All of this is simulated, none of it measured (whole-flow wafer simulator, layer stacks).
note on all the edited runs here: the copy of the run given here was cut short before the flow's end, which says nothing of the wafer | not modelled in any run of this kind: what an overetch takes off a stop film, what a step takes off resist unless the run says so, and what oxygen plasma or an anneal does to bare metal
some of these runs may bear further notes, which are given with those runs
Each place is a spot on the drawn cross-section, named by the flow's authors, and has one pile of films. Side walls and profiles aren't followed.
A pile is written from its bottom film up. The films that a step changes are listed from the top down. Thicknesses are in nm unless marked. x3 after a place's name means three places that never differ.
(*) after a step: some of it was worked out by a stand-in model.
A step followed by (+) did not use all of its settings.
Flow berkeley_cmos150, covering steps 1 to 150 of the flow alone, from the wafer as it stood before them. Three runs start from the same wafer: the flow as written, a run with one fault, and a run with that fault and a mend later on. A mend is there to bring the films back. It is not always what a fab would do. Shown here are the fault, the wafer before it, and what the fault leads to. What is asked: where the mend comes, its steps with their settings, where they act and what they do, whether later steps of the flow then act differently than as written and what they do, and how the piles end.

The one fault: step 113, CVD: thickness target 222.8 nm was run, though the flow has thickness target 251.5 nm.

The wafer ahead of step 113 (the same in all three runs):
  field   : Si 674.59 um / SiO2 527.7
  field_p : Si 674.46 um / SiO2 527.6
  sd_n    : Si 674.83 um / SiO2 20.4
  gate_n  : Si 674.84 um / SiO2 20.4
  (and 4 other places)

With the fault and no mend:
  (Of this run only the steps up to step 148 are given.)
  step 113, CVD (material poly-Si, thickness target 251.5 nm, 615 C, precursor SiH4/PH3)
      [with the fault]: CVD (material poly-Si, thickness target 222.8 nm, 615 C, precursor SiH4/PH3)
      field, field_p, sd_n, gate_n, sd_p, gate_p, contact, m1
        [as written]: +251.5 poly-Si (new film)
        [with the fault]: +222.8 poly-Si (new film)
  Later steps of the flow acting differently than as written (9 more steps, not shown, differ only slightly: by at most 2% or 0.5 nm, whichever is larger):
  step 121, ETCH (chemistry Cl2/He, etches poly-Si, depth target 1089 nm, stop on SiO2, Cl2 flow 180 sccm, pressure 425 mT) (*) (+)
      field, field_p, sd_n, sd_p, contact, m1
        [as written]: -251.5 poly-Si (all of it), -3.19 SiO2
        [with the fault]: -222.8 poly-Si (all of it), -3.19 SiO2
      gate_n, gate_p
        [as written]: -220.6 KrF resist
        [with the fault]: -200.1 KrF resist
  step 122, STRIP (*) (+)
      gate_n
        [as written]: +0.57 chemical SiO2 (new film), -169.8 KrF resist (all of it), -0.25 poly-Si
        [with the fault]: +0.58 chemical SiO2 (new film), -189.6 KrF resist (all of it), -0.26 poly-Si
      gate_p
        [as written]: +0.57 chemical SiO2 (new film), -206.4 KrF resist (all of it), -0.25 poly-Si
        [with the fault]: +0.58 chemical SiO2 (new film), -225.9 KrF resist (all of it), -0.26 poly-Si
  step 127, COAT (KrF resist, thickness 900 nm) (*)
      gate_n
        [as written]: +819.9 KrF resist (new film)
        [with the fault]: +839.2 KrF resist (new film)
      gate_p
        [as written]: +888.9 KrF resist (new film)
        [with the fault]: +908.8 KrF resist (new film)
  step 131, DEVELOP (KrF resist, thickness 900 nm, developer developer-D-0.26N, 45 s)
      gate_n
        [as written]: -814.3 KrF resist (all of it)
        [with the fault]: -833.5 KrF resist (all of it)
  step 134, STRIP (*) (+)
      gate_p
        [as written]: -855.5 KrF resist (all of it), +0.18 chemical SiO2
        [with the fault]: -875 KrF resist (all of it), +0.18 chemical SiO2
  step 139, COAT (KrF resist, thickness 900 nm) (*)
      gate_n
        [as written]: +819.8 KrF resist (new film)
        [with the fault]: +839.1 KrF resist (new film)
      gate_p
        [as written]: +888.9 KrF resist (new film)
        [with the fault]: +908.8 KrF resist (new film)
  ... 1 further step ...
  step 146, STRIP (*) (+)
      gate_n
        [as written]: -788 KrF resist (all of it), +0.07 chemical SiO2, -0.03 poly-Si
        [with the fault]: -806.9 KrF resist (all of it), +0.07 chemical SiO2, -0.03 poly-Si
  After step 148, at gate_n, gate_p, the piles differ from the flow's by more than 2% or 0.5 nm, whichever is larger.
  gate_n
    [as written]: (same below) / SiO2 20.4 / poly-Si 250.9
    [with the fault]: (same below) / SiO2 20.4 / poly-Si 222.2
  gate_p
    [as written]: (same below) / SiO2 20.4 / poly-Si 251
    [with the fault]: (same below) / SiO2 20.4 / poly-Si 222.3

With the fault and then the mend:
  The mend stands after step 113.
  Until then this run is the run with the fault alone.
  step 113a, ETCH (chemistry tmah, depth target 256.2 nm)
      field, field_p, sd_n, gate_n, sd_p, gate_p, contact, m1
        -222.8 poly-Si (all of it)
  step 113b, CLEAN (chemistry SPM, 600 s) (*) (the flow's step 108 again)
      alters no film at any place that is followed
  step 113c, CVD (material poly-Si, thickness target 251.5 nm, 615 C, precursor SiH4/PH3) (the flow's step 113 again)
      field, field_p, sd_n, gate_n, sd_p, gate_p, contact, m1
        +251.5 poly-Si (new film)
  None of the later steps of the flow acts differently than as written at any place that is followed.
  The piles end the same as the flow's at every place that both follow.
